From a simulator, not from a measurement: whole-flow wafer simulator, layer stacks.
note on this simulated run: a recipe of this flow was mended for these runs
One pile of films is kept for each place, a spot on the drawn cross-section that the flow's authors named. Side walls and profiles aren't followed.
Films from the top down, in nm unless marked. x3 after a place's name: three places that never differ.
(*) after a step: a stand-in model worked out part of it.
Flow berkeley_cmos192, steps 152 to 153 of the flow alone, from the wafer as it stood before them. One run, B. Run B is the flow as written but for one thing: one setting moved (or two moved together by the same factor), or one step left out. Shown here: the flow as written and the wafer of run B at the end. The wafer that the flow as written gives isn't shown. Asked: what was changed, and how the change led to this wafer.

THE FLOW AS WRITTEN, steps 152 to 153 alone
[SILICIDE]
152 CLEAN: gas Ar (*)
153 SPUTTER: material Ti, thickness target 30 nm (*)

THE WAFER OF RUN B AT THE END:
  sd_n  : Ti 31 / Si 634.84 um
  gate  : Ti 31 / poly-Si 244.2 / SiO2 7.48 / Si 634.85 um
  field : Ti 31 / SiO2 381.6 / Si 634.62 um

The cause: step 153, SPUTTER: thickness target 31 nm was run, where the flow has thickness target 30 nm.
It can be read off the wafer: sd_n has Ti 31, and step 153 as written asks for 30 nm.

How the change led to this, step by step:
  153 SPUTTER: material Ti, thickness target 30 nm (*)
      field, sd_n, spacer_n, gate, spacer_p, gate_p, contact x2: Ti +31 (new film) (as written it would be: Ti +30 (new film))
      sd_p: Ti +29.2 (new film) (as written it would be: Ti +28.2 (new film))
